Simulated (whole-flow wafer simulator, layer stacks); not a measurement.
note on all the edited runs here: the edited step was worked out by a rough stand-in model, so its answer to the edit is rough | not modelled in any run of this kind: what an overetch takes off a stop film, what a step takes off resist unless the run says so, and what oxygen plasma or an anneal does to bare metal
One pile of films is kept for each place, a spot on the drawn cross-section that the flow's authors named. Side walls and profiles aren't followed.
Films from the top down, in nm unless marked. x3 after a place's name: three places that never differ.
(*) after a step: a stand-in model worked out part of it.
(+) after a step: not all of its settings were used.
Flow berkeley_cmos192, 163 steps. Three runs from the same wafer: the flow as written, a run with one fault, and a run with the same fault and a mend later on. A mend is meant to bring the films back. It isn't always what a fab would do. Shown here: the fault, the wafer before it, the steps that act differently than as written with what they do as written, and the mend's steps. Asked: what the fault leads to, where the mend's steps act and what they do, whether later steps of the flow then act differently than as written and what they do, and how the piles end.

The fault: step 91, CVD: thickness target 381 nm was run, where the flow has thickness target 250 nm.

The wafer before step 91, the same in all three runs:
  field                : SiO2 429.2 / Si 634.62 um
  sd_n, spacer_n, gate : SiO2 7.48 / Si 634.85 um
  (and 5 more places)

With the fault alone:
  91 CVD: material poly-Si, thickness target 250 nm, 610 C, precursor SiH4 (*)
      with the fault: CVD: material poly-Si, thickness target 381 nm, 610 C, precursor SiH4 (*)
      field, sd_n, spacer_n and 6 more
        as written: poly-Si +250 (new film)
        with the fault: poly-Si +381 (new film)
  Later steps of the flow that act differently than as written (16 more steps differ only slightly, by at most 2% or 0.5 nm, whichever is larger, and aren't shown):
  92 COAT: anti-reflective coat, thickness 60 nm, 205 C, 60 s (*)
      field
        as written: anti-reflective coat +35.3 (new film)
        with the fault: anti-reflective coat +36.7 (new film)
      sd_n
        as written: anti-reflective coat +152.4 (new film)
        with the fault: anti-reflective coat +157.9 (new film)
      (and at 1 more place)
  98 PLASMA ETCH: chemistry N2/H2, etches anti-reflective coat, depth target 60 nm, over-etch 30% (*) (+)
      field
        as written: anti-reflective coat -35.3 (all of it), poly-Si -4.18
        with the fault: anti-reflective coat -36.7 (all of it), poly-Si -4.32
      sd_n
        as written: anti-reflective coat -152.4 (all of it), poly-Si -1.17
        with the fault: anti-reflective coat -157.9 (all of it), poly-Si -1.21
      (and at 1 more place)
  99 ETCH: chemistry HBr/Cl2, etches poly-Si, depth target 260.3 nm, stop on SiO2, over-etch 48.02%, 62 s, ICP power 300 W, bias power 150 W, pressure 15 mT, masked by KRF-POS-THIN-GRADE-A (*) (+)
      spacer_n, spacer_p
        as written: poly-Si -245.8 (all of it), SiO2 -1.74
        with the fault: poly-Si -376.6 (all of it), SiO2 -0.04
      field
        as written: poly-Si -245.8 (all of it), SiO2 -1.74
        with the fault: poly-Si -376.7 (all of it), SiO2 -0.04
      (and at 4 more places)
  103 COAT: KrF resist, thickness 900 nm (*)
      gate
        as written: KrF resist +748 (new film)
        with the fault: KrF resist +638.4 (new film)
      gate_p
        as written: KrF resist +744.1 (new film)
        with the fault: KrF resist +634.6 (new film)
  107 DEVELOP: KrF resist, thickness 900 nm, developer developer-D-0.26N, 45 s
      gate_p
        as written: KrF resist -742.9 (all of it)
        with the fault: KrF resist -633.6 (all of it)
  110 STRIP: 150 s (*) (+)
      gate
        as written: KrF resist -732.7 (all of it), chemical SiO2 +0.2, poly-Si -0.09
        with the fault: KrF resist -623.3 (all of it), chemical SiO2 +0.2, poly-Si -0.09
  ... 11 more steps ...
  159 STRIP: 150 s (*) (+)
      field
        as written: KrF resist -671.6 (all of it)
        with the fault: KrF resist -687.2 (all of it)
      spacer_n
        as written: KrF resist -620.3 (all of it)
        with the fault: KrF resist -550.7 (all of it)
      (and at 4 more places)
  At the end the piles differ from the flow's by more than 2% or 0.5 nm, whichever is larger, at spacer_n, gate, spacer_p, gate_p.
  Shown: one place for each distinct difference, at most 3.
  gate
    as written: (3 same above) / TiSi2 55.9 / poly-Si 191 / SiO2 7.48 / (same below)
    with the fault: (3 same above) / TiSi2 55.9 / poly-Si 322 / SiO2 7.48 / (same below)
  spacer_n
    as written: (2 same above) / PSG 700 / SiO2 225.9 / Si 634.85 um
    with the fault: (2 same above) / PSG 700 / SiO2 356.9 / Si 634.85 um
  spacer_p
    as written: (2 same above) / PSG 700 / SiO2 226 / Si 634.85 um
    with the fault: (2 same above) / PSG 700 / SiO2 357 / Si 634.85 um

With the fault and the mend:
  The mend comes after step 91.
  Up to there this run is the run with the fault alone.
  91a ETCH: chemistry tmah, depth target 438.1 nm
      field, sd_n, spacer_n and 6 more
        poly-Si -381 (all of it)
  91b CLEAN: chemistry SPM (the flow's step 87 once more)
      changes no film at any place that is followed
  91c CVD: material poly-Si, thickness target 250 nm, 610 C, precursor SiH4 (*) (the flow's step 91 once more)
      field, sd_n, spacer_n and 6 more
        poly-Si +250 (new film)
  No later step of the flow acts differently than as written at any place that is followed.
  At the end the piles are the same as the flow's at every place that both follow.
